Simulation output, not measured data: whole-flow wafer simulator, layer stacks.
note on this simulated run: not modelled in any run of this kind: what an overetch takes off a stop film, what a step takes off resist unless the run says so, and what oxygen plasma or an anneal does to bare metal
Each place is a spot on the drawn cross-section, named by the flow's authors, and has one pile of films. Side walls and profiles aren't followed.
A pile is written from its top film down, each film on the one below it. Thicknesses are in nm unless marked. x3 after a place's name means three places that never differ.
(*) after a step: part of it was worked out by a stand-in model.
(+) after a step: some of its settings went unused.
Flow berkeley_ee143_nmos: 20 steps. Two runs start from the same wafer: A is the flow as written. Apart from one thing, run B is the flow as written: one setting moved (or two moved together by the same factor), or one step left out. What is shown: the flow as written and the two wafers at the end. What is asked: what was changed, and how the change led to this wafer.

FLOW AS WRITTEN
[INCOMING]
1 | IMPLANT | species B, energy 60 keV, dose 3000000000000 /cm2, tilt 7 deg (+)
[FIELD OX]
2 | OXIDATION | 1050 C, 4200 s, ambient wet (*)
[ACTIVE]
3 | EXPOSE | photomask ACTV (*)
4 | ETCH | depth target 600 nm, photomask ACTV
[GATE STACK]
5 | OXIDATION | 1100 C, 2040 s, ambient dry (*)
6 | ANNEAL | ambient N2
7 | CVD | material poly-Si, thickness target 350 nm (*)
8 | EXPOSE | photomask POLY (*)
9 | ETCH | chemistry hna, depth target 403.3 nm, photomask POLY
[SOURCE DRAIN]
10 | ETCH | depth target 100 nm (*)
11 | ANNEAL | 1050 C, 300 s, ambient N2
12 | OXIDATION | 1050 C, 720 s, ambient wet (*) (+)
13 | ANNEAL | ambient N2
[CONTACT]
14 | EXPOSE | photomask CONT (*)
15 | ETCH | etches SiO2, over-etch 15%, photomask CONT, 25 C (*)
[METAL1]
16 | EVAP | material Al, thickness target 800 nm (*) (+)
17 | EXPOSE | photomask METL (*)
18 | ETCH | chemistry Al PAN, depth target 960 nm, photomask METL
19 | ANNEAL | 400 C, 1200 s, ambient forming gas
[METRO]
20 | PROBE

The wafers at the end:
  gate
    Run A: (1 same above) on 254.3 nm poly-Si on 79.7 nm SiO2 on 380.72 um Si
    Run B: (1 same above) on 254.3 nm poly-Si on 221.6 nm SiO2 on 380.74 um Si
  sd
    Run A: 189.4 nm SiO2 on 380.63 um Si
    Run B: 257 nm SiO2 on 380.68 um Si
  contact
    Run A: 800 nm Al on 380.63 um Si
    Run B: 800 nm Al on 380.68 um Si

The reason: step 4, ETCH: depth target 371 nm was run, though the flow has depth target 600 nm.

How this came from the change, step by step:
  4 | ETCH | depth target 600 nm, photomask ACTV
      gate, sd, contact: A -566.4 SiO2 (all of it) | B -371 SiO2
  5 | OXIDATION | 1100 C, 2040 s, ambient dry (*)
      gate, sd, contact: A +79.7 SiO2 (new film), -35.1 Si | B +26.3 SiO2, -11.6 Si
  10 | ETCH | depth target 100 nm (*)
      sd, contact: A -79.7 SiO2 (all of it) | B -100 SiO2
  12 | OXIDATION | 1050 C, 720 s, ambient wet (*) (+)
      sd, contact: A +189.4 SiO2 (new film), -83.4 Si | B +135.4 SiO2, -59.6 Si
  15 | ETCH | etches SiO2, over-etch 15%, photomask CONT, 25 C (*)
      contact: A -189.4 SiO2 (all of it) | B -257 SiO2 (all of it)
